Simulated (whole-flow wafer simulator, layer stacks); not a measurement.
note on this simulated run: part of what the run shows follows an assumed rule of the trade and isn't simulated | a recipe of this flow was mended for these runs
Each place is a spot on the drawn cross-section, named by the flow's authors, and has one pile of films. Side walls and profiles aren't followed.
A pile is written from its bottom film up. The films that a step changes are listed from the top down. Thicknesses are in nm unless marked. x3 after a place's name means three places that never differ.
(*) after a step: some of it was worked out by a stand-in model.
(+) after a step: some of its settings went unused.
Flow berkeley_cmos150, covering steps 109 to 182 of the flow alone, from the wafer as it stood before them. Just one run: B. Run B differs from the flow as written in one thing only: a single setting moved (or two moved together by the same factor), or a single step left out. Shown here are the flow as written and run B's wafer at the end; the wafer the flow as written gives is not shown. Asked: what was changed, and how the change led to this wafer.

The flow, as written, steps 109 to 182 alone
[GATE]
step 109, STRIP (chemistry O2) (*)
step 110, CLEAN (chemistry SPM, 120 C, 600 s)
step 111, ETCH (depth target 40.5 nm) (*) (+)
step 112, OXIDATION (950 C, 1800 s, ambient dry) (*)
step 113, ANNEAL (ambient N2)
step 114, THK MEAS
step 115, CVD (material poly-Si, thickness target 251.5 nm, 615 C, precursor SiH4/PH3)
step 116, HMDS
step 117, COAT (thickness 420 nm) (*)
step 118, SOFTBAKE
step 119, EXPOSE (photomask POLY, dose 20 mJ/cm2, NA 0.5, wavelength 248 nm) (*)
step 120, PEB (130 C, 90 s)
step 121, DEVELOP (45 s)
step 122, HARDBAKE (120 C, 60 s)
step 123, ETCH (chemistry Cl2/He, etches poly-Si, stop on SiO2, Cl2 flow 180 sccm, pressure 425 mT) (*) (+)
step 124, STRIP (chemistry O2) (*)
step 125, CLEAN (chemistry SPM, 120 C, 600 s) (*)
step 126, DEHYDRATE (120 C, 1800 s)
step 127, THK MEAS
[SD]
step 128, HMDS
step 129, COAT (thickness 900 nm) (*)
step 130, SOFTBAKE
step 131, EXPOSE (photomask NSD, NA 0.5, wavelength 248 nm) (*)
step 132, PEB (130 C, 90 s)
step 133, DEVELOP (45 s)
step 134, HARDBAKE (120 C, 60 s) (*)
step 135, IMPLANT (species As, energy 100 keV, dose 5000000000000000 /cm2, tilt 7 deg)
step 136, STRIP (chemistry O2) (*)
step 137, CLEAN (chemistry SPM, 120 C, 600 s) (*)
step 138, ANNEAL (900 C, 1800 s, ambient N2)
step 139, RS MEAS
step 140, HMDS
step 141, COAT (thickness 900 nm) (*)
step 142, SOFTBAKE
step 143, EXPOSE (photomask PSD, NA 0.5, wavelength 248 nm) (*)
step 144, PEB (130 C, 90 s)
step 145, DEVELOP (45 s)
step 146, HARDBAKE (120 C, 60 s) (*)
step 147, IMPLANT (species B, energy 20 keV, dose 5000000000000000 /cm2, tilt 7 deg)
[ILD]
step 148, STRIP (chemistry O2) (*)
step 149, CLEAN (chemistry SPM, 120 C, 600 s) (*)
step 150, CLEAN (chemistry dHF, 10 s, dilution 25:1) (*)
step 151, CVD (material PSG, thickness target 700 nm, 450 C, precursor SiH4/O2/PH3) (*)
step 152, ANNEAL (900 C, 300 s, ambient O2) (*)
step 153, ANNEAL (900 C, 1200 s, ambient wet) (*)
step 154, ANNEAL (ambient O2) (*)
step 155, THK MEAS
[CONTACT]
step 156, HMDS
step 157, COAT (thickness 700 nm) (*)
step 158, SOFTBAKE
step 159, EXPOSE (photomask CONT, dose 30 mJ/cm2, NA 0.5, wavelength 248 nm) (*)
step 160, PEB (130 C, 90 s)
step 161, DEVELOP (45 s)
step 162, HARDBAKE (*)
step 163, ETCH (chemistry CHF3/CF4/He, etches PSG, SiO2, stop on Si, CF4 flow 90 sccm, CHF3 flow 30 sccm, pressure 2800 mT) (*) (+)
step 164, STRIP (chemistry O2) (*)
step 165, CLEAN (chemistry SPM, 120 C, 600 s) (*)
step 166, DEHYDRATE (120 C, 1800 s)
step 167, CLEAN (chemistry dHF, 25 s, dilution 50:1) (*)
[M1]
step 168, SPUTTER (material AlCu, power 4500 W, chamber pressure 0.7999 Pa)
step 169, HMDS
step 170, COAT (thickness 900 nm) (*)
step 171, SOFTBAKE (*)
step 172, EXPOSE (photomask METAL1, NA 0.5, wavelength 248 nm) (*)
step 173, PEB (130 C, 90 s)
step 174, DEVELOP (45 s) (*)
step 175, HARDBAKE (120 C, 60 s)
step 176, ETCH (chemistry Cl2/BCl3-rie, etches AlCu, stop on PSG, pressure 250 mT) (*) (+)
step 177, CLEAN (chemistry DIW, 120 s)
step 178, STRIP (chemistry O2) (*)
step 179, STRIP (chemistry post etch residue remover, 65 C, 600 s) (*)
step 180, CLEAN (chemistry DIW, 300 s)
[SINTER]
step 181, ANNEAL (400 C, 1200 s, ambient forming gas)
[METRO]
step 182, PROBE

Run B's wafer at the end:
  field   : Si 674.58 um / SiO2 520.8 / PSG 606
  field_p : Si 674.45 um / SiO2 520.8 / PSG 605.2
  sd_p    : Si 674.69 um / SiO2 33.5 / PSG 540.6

The reason: step 111, ETCH: depth target 58.73 nm was run, whereas the flow has depth target 40.5 nm.

Step by step, how the change led to this:
  step 111, ETCH (depth target 40.5 nm) (*) (+)
      field, field_p: -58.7 SiO2 (in the flow as written it would be: -40.5 SiO2)
  step 124, STRIP (chemistry O2) (*)
      gate_n: +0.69 chemical SiO2 (new film), -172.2 KrF-resist (all of it), -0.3 poly-Si (in the flow as written it would be: +0.69 chemical SiO2 (new film), -176.1 KrF-resist (all of it), -0.3 poly-Si)
      gate_p: +0.69 chemical SiO2 (new film), -208.2 KrF-resist (all of it), -0.3 poly-Si (in the flow as written it would be: +0.69 chemical SiO2 (new film), -213.2 KrF-resist (all of it), -0.3 poly-Si)
  step 157, COAT (thickness 700 nm) (*)
      sd_p: +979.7 KrF-resist (new film) (in the flow as written it would be: +1000.3 KrF-resist (new film))
  step 164, STRIP (chemistry O2) (*)
      sd_n: -524.5 KrF-resist (all of it) (in the flow as written it would be: -535.7 KrF-resist (all of it))
      gate_n: -323.9 KrF-resist (all of it) (in the flow as written it would be: -331.2 KrF-resist (all of it))
      (as well as at 2 more places)
  step 168, SPUTTER (material AlCu, power 4500 W, chamber pressure 0.7999 Pa)
      sd_p: +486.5 AlCu (new film) (in the flow as written it would be: +471.4 AlCu (new film))
  step 170, COAT (thickness 900 nm) (*)
      sd_p: +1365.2 thick-KrF-resist (new film) (in the flow as written it would be: +1400.4 thick-KrF-resist (new film))
  step 174, DEVELOP (45 s) (*)
      sd_p: -1361.8 thick-KrF-resist (all of it), -10 AlCu (in the flow as written it would be: -1396.9 thick-KrF-resist (all of it), -10 AlCu)
  step 176, ETCH (chemistry Cl2/BCl3-rie, etches AlCu, stop on PSG, pressure 250 mT) (*) (+)
      sd_p: -476.5 AlCu (all of it), -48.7 PSG (in the flow as written it would be: -461.4 AlCu (all of it), -50.6 PSG)
  step 178, STRIP (chemistry O2) (*)
      m1: -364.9 thick-KrF-resist (all of it) (in the flow as written it would be: -373.8 thick-KrF-resist (all of it))
